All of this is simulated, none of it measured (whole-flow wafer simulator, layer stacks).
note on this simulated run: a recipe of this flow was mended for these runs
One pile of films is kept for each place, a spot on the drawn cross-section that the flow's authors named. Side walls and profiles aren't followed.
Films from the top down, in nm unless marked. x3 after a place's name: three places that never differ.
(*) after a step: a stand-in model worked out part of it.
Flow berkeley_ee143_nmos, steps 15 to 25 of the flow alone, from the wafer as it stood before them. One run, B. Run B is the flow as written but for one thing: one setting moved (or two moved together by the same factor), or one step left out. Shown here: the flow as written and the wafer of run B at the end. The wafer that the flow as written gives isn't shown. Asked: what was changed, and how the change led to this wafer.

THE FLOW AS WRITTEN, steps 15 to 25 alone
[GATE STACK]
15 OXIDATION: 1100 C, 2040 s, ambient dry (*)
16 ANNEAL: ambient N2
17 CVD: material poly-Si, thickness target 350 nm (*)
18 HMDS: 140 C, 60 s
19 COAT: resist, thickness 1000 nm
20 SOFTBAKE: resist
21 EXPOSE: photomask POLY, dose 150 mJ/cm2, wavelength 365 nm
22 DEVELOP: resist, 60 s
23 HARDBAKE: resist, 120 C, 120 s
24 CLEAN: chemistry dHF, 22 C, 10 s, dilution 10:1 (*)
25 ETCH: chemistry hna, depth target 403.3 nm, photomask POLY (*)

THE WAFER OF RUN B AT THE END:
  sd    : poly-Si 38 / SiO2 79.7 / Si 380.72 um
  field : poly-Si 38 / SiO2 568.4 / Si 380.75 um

The cause: step 25, ETCH: depth target 312 nm was run, where the flow has depth target 403.3 nm.

How the change led to this, step by step:
  25 ETCH: chemistry hna, depth target 403.3 nm, photomask POLY (*)
      sd, contact, field: poly-Si -312 (as written it would be: poly-Si -350 (all of it), SiO2 -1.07)
